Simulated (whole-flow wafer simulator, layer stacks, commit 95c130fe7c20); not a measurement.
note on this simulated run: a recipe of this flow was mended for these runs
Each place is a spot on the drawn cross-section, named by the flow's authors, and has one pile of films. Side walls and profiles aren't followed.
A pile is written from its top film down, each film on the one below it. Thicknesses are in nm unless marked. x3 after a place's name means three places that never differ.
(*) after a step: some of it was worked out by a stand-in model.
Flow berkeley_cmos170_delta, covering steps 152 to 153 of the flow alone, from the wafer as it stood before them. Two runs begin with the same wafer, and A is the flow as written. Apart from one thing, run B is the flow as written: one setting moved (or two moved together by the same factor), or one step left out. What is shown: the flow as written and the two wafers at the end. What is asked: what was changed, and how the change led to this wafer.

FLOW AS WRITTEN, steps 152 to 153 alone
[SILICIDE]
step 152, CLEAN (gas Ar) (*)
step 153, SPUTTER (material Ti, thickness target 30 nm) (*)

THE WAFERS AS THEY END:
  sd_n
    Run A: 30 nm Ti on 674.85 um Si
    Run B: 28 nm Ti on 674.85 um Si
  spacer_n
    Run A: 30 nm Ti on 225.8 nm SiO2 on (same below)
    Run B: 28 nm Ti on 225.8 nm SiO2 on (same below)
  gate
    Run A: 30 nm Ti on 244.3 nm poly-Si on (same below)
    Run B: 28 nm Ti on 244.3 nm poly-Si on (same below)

What caused this: step 153, SPUTTER: thickness target 28 nm was run, while the flow as written has thickness target 30 nm.
One can read it off the wafer: sd_n has Ti 28, and step 153 as written asks for 30 nm.

How this came from the change, step by step:
  step 153, SPUTTER (material Ti, thickness target 30 nm) (*)
      field, sd_n, spacer_n, gate, spacer_p, gate_p, contact x2: A +30 Ti (new film) | B +28 Ti (new film)
      sd_p: A +27.5 Ti (new film) | B +25.7 Ti (new film)
